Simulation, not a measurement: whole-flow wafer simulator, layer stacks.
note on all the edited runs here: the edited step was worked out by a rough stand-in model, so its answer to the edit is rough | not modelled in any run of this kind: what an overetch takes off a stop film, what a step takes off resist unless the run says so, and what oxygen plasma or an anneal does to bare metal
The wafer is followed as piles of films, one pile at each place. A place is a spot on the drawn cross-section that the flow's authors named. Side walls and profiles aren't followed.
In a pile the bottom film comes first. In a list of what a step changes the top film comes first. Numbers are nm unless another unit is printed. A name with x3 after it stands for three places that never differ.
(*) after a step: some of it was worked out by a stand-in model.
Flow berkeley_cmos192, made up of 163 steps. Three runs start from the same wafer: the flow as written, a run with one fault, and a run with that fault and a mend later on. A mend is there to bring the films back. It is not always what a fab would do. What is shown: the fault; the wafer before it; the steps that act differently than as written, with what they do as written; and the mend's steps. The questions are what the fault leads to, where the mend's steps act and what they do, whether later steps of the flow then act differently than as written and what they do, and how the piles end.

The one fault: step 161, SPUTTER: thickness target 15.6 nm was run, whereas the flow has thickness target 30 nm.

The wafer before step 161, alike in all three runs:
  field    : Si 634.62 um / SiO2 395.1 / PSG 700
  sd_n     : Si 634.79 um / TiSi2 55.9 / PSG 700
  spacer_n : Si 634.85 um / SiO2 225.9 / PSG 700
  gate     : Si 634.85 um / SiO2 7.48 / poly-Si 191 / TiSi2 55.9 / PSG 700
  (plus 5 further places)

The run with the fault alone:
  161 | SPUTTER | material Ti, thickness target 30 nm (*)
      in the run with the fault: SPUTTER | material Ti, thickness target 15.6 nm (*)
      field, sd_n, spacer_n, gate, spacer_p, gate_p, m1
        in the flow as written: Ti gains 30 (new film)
        in the run with the fault: Ti gains 15.6 (new film)
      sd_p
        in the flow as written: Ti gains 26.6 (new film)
        in the run with the fault: Ti gains 13.8 (new film)
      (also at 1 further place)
  None of the later steps of the flow differs from how it acts as written, at any place that is followed, by more than 2% or 0.5 nm, whichever is larger.
  At field, sd_n, spacer_n and 6 more, the piles at the end differ from the flow's by more than 2% or 0.5 nm, whichever is larger.
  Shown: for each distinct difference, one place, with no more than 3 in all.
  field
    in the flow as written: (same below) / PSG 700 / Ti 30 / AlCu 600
    in the run with the fault: (same below) / PSG 700 / Ti 15.6 / AlCu 600
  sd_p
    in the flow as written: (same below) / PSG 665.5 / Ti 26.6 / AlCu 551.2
    in the run with the fault: (same below) / PSG 665.5 / Ti 13.8 / AlCu 551.9
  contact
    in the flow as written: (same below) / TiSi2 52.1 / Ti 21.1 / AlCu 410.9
    in the run with the fault: (same below) / TiSi2 52.1 / Ti 11 / AlCu 413.2

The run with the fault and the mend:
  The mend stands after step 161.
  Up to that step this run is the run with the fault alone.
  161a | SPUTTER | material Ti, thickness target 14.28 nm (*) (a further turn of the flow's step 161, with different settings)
      field, sd_n, spacer_n, gate, spacer_p, gate_p, m1
        Ti gains 14.3
      sd_p
        Ti gains 12.7
      contact
        Ti gains 9.99
  None of the later steps of the flow acts differently than as written at any place that is followed.
  When the end is reached, the piles differ only a little from the flow's at the places that both follow, at most by 2% or 0.5 nm, whichever is larger.
